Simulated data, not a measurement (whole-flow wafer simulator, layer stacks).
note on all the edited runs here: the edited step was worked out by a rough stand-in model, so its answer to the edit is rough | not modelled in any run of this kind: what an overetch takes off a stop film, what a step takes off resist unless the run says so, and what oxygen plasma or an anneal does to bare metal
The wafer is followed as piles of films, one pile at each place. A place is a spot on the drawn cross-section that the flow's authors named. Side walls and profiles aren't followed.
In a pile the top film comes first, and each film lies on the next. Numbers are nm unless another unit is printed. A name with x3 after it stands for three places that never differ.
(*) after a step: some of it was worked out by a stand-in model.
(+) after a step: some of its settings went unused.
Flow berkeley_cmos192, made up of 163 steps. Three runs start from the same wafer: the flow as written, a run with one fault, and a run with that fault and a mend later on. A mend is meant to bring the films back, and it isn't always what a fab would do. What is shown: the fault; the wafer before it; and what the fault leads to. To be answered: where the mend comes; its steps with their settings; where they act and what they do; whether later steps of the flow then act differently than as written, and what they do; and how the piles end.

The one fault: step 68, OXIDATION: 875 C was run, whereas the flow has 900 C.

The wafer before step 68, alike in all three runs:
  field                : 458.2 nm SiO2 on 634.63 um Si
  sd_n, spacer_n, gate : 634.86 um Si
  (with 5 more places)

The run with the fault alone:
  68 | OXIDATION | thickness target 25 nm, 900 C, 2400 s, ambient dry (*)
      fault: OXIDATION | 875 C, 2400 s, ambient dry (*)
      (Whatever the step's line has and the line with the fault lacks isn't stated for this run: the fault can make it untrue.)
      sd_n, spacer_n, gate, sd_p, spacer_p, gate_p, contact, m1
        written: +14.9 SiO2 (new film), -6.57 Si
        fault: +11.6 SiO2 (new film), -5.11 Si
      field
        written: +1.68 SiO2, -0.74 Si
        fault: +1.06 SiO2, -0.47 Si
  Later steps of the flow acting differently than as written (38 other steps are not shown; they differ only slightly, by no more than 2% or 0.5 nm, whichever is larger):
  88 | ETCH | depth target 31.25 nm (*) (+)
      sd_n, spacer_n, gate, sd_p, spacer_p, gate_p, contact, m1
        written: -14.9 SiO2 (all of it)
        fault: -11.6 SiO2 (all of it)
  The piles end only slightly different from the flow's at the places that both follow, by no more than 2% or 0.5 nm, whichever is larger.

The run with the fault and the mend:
  The mend follows step 75.
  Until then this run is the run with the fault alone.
  75a | STRIP | 150 s (*) (+)
      sd_p
        -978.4 KrF resist (all of it)
      spacer_p
        -959.8 KrF resist (all of it)
      gate_p
        -958.9 KrF resist (all of it)
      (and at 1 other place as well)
  75b | CLEAN | chemistry SPM
      does not change any film at any place that is followed
  75c | OXIDATION | 900 C, 756 s, ambient dry (*) (a further turn of the flow's step 68, with different settings)
      sd_n, spacer_n, gate, sd_p, spacer_p, gate_p, contact, m1
        +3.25 SiO2, -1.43 Si
      field
        +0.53 SiO2, -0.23 Si
  75d | HMDS (a further turn of the flow's step 70)
      does not change any film at any place that is followed
  75e | COAT | KrF resist, thickness 900 nm (*) (a further turn of the flow's step 71)
      spacer_n, gate
        +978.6 KrF resist (new film)
      field
        +842.4 KrF resist (new film)
      sd_n
        +1013.2 KrF resist (new film)
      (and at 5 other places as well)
  75f | SOFTBAKE | KrF resist (a further turn of the flow's step 72)
      does not change any film at any place that is followed
  75g | EXPOSE | photomask PWELL, dose 30 mJ/cm2, NA 0.5, wavelength 248 nm (*) (a further turn of the flow's step 73)
      does not change any film at any place that is followed
  75h | PEB | KrF resist, 130 C, 60 s (a further turn of the flow's step 74)
      sd_n, m1
        -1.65 KrF resist
      spacer_n, gate
        -1.58 KrF resist
      spacer_p, gate_p
        -1.57 KrF resist
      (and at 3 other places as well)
  75i | DEVELOP | KrF resist, thickness 900 nm, developer developer-D-0.26N, 45 s (a further turn of the flow's step 75)
      sd_p, spacer_p, gate_p, m1
        -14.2 KrF resist
      field
        -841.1 KrF resist (all of it)
      sd_n
        -1011.6 KrF resist (all of it)
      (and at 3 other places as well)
  Every later step of the flow that is run acts as written, at every place that is followed, to within 2% or 0.5 nm, whichever is larger.
  The piles end only slightly different from the flow's at the places that both follow, by no more than 2% or 0.5 nm, whichever is larger.
